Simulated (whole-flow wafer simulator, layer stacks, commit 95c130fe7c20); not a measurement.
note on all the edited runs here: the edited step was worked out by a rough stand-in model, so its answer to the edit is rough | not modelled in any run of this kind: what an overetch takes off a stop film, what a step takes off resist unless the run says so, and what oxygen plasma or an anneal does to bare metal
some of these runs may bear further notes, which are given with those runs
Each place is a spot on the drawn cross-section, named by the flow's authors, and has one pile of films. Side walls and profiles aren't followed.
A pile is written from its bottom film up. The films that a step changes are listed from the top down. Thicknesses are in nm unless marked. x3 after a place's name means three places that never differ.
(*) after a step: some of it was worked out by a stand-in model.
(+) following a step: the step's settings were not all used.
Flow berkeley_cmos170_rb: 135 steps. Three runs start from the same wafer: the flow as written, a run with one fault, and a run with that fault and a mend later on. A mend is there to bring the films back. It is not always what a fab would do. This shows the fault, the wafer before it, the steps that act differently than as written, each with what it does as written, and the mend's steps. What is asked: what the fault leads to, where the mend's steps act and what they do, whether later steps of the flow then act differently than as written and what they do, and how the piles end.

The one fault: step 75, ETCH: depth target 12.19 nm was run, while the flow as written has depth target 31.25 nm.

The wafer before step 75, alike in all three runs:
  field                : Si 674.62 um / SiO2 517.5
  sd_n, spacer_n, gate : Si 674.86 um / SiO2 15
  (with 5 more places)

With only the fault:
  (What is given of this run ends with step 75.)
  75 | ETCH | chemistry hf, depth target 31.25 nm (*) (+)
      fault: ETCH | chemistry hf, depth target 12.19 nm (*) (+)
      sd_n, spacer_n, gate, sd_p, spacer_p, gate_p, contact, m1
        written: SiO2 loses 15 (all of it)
        fault: SiO2 loses 12.2
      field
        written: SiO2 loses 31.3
        fault: SiO2 loses 12.2
  After step 75, at field, sd_n, spacer_n and 6 more, the piles differ from the flow's by more than 2% or 0.5 nm, whichever is larger.
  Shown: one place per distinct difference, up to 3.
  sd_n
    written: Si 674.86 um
    fault: Si 674.86 um / SiO2 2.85
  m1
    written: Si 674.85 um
    fault: Si 674.85 um / SiO2 2.85
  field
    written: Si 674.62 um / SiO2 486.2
    fault: Si 674.62 um / SiO2 505.3

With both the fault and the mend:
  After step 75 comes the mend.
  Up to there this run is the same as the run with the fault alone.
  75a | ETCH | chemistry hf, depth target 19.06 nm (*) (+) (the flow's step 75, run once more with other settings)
      sd_n, spacer_n, gate, sd_p, spacer_p, gate_p, contact, m1
        SiO2 loses 2.85 (all of it)
      field
        SiO2 loses 19.1
  Every later step of the flow that is run acts as written, at every place that is followed, to within 2% or 0.5 nm, whichever is larger.
  The piles end the same as the flow's at every place that both follow.
